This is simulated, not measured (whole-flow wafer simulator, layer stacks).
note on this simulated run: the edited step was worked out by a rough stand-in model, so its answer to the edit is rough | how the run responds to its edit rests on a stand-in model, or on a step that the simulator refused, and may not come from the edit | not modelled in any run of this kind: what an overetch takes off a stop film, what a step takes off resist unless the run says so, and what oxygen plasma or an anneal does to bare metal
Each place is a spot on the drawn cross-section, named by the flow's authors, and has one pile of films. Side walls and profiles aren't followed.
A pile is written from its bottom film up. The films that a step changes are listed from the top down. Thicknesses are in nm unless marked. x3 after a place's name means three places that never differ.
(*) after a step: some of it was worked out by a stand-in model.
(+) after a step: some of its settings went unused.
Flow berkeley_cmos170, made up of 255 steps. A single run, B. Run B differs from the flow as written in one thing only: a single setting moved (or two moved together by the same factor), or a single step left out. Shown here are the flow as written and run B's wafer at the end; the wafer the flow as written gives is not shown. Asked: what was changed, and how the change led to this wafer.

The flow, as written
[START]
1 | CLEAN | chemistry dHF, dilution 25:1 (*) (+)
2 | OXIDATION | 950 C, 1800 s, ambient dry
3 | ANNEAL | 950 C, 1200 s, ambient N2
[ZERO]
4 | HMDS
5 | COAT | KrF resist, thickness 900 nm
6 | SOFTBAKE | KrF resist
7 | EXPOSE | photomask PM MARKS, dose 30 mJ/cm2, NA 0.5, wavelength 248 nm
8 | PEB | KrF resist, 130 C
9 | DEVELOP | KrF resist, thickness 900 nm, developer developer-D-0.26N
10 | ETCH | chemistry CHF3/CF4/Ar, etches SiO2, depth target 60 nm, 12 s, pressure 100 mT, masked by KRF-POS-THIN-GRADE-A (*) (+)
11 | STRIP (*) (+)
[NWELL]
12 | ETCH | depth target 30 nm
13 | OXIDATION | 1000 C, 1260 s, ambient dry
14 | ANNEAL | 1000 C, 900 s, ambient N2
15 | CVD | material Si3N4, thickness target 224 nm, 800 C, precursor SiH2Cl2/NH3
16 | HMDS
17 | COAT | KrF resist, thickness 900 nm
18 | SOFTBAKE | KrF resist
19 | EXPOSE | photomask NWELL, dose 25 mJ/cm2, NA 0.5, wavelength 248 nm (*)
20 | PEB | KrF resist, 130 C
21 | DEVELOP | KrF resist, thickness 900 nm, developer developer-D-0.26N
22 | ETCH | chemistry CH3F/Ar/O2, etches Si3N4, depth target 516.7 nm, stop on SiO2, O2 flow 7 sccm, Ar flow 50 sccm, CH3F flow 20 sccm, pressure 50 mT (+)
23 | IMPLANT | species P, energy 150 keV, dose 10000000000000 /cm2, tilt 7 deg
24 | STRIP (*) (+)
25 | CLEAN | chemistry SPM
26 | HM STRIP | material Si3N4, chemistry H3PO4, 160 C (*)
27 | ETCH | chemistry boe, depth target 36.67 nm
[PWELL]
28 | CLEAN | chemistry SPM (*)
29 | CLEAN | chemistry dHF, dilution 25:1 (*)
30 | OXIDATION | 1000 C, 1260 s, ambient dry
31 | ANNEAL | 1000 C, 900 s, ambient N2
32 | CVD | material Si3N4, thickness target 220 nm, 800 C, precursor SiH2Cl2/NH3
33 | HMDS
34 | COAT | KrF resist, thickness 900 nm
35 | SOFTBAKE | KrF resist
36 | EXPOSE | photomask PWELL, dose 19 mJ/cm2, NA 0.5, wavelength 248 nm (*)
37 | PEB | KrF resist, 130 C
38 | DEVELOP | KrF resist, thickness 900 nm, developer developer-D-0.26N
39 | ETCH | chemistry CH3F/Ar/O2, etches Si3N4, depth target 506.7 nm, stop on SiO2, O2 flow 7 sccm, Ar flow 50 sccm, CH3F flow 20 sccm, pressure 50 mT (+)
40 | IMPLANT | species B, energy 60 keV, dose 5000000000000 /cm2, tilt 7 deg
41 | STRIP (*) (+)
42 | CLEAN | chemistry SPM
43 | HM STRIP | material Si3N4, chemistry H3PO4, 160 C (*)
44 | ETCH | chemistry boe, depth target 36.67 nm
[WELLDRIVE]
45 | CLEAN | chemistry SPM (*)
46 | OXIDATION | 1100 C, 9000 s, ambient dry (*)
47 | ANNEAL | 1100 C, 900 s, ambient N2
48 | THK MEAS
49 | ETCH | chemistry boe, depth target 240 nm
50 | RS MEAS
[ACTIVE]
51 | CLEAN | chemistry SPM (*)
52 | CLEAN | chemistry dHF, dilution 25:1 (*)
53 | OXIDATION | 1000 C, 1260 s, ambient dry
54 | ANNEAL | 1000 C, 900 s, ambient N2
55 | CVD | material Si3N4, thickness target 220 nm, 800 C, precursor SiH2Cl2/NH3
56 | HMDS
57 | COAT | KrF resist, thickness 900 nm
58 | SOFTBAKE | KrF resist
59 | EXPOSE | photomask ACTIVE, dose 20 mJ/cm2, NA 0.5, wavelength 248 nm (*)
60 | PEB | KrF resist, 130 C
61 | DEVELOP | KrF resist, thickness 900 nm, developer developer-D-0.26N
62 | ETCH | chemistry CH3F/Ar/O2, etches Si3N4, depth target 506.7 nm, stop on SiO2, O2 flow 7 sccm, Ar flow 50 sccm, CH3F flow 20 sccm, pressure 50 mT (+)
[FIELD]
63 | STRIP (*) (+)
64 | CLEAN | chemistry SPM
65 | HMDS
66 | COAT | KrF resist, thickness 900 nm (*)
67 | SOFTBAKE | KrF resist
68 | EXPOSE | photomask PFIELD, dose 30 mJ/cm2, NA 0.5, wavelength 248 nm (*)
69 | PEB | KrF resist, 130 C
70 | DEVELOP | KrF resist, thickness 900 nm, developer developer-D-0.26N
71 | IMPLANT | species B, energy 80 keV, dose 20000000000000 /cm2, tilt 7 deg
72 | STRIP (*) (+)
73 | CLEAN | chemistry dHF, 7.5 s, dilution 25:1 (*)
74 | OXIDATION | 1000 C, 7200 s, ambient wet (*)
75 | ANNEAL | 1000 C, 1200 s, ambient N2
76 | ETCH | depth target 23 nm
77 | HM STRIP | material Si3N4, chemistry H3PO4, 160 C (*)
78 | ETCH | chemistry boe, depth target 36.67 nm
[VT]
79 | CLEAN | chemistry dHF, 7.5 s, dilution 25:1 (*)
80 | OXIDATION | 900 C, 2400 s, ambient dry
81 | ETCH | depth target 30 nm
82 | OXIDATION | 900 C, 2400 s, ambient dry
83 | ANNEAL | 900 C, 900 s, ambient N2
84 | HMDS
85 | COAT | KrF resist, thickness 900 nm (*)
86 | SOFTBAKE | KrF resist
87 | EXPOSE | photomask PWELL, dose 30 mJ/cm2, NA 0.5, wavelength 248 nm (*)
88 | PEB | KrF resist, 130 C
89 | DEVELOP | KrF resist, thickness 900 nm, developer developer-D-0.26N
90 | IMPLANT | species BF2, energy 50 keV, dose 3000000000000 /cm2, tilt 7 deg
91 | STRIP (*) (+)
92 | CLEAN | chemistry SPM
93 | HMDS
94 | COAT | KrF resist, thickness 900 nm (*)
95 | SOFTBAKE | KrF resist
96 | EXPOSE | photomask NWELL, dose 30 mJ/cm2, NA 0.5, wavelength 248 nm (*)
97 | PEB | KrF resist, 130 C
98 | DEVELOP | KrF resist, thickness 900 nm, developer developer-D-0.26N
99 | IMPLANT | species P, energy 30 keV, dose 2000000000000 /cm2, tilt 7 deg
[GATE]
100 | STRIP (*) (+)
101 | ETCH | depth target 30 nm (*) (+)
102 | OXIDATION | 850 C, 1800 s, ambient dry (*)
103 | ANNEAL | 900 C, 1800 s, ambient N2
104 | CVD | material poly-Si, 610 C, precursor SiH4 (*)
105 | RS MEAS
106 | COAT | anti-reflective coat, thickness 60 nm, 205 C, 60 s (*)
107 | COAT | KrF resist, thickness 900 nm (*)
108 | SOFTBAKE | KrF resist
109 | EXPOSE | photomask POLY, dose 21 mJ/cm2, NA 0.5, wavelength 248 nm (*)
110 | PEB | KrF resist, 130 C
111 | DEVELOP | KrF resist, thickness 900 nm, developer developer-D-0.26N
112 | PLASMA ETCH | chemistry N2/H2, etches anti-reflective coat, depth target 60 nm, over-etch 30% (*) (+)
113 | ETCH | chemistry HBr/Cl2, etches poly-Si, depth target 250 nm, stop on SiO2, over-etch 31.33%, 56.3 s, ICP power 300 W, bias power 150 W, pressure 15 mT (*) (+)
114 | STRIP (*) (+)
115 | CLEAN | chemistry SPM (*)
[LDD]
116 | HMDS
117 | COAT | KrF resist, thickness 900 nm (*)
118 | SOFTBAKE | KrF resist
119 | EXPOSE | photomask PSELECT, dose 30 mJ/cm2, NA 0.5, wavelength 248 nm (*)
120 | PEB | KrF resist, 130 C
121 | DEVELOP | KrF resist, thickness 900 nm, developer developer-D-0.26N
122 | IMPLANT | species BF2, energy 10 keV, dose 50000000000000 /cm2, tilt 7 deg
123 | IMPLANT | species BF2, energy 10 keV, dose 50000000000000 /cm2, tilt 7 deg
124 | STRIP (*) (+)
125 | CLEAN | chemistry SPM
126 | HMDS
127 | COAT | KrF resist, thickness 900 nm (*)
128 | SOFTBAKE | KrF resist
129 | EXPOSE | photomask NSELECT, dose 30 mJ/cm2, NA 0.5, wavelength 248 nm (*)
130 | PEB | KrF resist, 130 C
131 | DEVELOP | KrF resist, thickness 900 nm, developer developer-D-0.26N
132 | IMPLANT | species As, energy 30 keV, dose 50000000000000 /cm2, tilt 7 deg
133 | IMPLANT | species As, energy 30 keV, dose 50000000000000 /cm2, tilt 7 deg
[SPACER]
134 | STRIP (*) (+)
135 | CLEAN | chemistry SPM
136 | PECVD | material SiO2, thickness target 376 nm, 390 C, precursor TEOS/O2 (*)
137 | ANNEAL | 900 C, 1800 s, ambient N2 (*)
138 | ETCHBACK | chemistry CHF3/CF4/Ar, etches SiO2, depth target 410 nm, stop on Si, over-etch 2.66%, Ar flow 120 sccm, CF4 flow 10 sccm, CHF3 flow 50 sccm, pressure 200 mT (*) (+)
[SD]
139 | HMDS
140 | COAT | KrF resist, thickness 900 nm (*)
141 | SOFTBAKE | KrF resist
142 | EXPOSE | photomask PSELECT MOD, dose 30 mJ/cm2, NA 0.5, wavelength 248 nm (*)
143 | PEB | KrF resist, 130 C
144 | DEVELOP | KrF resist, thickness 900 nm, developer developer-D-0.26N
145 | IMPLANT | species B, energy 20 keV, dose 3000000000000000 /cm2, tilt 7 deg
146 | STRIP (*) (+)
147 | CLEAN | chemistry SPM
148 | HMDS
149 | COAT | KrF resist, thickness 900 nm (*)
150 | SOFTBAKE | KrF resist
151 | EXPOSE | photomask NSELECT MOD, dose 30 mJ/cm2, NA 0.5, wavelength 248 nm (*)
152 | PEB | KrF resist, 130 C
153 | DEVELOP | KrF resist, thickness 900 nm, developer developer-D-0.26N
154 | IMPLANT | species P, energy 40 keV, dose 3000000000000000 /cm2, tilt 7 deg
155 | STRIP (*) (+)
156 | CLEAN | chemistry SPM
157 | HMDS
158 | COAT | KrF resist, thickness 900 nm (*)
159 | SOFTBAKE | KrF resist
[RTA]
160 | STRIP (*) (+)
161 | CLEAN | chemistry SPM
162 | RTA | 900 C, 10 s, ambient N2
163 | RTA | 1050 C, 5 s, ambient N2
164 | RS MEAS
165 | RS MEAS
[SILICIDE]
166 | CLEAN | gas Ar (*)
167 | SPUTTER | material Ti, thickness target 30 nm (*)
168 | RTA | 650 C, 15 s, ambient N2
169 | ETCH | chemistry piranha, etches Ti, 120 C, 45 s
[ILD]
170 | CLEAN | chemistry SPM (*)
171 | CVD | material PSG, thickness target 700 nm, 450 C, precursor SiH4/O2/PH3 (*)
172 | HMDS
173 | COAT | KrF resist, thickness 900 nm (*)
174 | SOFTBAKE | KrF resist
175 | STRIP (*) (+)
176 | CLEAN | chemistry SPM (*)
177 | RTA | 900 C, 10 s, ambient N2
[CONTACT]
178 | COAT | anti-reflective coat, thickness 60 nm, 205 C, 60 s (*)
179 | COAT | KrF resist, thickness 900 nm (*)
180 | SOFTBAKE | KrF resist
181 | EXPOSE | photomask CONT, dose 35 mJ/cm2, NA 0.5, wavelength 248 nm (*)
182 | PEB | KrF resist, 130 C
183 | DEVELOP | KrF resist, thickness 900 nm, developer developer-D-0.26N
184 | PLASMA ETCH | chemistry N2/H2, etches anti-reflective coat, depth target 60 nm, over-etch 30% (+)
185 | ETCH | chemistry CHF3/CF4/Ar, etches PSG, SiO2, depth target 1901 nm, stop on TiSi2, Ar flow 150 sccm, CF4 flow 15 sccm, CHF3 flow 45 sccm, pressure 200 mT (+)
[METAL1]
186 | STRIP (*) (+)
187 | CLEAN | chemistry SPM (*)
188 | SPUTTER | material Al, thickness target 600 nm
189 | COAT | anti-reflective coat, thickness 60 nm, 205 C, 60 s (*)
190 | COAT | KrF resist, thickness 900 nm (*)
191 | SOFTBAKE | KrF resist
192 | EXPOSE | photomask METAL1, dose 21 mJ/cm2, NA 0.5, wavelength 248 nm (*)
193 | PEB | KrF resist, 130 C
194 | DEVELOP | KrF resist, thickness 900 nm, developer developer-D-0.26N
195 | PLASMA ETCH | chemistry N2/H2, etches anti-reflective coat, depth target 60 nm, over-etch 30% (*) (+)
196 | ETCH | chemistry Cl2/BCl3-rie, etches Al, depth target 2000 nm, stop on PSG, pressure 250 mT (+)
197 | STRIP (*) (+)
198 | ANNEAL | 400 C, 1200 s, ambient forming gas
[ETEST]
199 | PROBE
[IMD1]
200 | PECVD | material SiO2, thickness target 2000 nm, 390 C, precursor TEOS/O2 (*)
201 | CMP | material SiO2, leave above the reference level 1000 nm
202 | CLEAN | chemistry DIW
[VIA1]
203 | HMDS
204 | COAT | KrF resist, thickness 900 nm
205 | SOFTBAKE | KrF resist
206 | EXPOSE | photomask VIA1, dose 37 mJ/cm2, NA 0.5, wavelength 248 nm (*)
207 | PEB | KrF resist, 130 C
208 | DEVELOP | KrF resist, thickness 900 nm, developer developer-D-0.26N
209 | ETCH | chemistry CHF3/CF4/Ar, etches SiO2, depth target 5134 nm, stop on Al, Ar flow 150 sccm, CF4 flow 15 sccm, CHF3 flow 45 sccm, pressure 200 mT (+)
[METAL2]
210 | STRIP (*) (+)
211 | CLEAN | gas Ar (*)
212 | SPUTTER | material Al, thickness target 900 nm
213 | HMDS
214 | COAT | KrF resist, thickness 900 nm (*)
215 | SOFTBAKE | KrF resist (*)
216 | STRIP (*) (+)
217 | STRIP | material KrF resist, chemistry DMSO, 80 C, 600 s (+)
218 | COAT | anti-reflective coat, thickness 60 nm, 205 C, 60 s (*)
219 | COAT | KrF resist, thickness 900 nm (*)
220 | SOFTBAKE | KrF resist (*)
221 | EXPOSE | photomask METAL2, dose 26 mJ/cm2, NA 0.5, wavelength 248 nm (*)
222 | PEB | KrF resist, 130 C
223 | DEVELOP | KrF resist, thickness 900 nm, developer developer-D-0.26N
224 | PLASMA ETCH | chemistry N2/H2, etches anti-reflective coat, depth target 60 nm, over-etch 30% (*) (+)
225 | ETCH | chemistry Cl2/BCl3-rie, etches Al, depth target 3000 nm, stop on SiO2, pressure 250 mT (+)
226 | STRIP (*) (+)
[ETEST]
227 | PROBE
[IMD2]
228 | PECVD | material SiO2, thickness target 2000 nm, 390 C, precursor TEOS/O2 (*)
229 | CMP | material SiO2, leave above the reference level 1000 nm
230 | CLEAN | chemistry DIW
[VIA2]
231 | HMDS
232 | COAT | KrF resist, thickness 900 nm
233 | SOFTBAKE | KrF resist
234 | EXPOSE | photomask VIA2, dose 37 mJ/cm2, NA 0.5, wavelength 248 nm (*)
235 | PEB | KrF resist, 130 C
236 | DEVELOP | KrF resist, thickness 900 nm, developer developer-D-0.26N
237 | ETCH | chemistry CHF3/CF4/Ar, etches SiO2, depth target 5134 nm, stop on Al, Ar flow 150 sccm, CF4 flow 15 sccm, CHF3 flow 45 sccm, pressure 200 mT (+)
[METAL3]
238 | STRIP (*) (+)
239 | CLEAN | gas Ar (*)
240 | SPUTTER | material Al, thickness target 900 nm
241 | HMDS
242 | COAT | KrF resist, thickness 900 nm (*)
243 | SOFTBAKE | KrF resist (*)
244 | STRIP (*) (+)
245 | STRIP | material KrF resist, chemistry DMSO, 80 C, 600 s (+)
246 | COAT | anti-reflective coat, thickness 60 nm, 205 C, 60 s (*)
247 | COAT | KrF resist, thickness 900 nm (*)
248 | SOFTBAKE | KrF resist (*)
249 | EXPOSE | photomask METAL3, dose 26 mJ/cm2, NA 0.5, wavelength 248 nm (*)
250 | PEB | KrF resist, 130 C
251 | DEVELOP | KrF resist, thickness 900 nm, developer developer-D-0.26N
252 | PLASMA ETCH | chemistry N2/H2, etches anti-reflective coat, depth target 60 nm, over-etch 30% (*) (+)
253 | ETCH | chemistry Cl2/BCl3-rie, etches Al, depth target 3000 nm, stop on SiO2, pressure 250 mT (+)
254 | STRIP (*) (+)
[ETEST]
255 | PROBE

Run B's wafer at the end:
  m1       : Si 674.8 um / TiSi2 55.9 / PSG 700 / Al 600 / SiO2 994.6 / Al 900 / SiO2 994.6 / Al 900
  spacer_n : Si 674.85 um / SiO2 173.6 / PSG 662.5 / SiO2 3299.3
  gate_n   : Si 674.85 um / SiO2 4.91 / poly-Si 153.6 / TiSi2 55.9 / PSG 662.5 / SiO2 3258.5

Cause: step 102, OXIDATION: 808 C was run, though the flow has 850 C.

The path from the change to this, step by step:
  102 | OXIDATION | 850 C, 1800 s, ambient dry (*)
      sd_n, spacer_n, gate_n and 8 more: +4.91 SiO2 (new film), -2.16 Si (it would be, as written: +7.48 SiO2 (new film), -3.29 Si)
